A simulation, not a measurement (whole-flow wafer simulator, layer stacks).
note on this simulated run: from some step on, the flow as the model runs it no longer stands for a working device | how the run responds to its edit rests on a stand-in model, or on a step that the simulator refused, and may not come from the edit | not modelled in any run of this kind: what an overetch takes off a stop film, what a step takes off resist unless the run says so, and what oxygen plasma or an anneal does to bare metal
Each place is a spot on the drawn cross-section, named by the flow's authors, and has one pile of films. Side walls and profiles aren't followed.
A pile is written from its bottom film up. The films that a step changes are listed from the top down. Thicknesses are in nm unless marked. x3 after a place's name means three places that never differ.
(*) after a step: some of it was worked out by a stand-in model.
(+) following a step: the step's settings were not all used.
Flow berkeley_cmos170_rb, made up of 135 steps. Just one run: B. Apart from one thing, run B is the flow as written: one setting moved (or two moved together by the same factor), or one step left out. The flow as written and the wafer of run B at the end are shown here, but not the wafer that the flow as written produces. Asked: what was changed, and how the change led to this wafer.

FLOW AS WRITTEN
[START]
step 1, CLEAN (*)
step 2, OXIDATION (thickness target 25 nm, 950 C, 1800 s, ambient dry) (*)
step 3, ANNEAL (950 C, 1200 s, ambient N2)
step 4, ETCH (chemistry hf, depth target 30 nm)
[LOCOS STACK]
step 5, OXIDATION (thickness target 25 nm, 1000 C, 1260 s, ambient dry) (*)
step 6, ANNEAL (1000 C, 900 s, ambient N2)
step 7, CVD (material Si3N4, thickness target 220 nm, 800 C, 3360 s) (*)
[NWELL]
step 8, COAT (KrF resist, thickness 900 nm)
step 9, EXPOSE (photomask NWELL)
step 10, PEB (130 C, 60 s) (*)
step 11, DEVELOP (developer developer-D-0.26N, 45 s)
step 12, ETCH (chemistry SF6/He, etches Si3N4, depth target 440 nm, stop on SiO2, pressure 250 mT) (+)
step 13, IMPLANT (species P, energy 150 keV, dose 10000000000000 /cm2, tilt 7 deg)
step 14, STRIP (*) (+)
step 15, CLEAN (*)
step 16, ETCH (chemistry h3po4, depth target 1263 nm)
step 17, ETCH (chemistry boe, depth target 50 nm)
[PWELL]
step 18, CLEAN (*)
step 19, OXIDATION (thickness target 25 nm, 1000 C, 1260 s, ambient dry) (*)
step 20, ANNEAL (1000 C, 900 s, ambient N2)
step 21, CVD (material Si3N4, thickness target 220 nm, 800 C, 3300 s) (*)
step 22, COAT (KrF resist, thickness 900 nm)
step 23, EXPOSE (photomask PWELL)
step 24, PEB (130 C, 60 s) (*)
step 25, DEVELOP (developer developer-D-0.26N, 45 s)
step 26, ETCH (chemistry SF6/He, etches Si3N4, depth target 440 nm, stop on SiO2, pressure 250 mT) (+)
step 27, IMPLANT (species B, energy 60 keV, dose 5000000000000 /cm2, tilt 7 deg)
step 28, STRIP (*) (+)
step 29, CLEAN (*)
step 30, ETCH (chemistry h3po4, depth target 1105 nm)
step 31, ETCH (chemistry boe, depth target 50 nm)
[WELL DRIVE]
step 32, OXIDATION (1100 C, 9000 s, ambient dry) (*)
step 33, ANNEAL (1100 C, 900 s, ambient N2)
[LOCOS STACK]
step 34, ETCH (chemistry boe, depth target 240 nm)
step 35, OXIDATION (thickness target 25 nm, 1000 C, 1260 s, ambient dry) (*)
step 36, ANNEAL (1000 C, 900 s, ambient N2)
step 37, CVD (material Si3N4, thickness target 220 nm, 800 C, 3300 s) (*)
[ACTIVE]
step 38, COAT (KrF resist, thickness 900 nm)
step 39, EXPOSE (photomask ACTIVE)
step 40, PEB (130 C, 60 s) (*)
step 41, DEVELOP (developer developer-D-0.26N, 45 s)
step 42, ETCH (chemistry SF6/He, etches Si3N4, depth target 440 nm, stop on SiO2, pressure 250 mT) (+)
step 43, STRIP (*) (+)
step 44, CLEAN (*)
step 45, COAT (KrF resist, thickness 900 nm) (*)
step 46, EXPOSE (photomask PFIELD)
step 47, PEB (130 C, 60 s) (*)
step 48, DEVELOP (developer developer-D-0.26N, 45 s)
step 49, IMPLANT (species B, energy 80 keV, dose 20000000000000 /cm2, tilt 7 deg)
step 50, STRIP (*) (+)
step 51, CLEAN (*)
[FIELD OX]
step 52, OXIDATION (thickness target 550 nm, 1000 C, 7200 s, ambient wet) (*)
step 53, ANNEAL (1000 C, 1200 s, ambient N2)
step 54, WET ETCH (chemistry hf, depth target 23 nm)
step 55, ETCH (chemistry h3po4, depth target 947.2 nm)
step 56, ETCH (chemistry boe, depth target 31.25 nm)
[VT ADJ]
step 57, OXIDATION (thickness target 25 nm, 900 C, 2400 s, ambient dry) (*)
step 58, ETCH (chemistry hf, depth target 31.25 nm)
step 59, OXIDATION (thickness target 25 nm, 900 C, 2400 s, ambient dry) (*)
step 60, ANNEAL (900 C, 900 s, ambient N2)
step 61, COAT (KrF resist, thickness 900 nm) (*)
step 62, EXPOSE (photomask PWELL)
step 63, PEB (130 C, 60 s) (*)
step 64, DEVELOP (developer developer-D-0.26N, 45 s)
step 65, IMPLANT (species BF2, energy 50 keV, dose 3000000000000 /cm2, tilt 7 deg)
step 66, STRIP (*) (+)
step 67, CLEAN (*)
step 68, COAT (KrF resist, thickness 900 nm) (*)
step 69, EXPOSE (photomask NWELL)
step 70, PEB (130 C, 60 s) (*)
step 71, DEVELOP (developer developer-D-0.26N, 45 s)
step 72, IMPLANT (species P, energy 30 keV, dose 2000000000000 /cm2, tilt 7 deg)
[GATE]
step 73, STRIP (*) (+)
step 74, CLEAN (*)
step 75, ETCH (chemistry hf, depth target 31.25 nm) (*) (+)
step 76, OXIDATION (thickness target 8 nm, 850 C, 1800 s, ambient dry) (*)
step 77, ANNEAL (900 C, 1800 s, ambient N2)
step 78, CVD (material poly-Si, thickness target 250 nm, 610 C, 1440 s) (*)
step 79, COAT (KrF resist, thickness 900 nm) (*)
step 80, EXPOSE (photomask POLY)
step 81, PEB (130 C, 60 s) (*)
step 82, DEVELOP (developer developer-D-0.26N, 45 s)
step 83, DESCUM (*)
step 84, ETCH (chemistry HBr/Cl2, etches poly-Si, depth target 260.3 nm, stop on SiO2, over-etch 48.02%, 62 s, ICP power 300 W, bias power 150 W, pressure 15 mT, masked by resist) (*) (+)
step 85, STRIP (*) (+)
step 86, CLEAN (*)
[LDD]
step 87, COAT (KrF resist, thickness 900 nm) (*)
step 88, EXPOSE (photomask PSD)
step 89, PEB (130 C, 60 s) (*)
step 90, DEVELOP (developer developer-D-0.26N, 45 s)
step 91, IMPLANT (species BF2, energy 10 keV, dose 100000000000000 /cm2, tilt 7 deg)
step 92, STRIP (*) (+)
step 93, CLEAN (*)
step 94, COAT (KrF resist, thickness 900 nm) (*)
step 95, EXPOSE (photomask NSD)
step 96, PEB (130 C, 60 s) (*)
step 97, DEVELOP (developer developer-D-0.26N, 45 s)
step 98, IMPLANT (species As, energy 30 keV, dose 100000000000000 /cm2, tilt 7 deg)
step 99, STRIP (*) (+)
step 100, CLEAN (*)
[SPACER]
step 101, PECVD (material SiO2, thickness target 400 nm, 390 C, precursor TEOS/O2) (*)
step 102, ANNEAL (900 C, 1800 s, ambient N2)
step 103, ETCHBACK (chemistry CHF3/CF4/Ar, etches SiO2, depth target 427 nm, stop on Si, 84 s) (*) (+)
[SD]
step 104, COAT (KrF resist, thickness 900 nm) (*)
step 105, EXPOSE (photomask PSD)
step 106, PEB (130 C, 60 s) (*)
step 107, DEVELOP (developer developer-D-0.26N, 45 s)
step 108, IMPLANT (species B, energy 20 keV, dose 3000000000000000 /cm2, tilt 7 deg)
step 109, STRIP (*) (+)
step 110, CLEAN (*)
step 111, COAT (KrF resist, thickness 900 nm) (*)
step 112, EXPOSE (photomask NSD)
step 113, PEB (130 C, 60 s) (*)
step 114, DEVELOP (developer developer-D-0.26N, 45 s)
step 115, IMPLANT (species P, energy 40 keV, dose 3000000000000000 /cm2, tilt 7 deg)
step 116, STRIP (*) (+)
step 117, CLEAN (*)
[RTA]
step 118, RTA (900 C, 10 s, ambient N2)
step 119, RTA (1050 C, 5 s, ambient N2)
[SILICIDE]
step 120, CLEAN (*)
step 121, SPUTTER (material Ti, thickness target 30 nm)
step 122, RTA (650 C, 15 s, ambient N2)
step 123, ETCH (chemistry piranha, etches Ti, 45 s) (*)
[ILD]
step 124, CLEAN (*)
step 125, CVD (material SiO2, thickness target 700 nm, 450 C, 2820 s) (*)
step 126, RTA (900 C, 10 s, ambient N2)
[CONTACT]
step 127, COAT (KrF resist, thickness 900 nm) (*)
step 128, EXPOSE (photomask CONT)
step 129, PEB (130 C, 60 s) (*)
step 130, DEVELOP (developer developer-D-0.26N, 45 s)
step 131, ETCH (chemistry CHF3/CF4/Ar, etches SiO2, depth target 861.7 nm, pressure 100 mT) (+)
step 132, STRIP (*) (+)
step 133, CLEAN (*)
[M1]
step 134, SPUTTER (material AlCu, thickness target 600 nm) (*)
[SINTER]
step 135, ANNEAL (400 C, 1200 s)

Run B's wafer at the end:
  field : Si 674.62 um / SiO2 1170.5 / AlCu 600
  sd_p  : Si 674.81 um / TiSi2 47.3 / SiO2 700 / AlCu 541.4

Cause: step 58, ETCH: depth target 19 nm was run, though the flow has depth target 31.25 nm.

Step by step, how the change led to this:
  step 58, ETCH (chemistry hf, depth target 31.25 nm)
      field: SiO2 loses 19 (as written it would have been: SiO2 loses 31.2)
  step 121, SPUTTER (material Ti, thickness target 30 nm)
      sd_p: Ti gains 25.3 (new film) (as written it would have been: Ti gains 27.1 (new film))
  step 122, RTA (650 C, 15 s, ambient N2)
      sd_p: Ti loses 19.8, TiSi2 C49 gains 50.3 (new film), Si loses 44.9 (as written it would have been: Ti loses 21.1, TiSi first gains 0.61 (new film), TiSi2 C49 gains 52.9 (new film), Si loses 47.6)
  step 126, RTA (900 C, 10 s, ambient N2)
      sd_p: under 1 film: TiSi2 gains 47.3 (new film), TiSi2 C49 loses 50.3 (all of it) (as written it would have been: under 1 film: TiSi2 gains 50.7 (new film), TiSi first loses 0.61 (all of it), TiSi2 C49 loses 52.9 (all of it), Si loses 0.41)
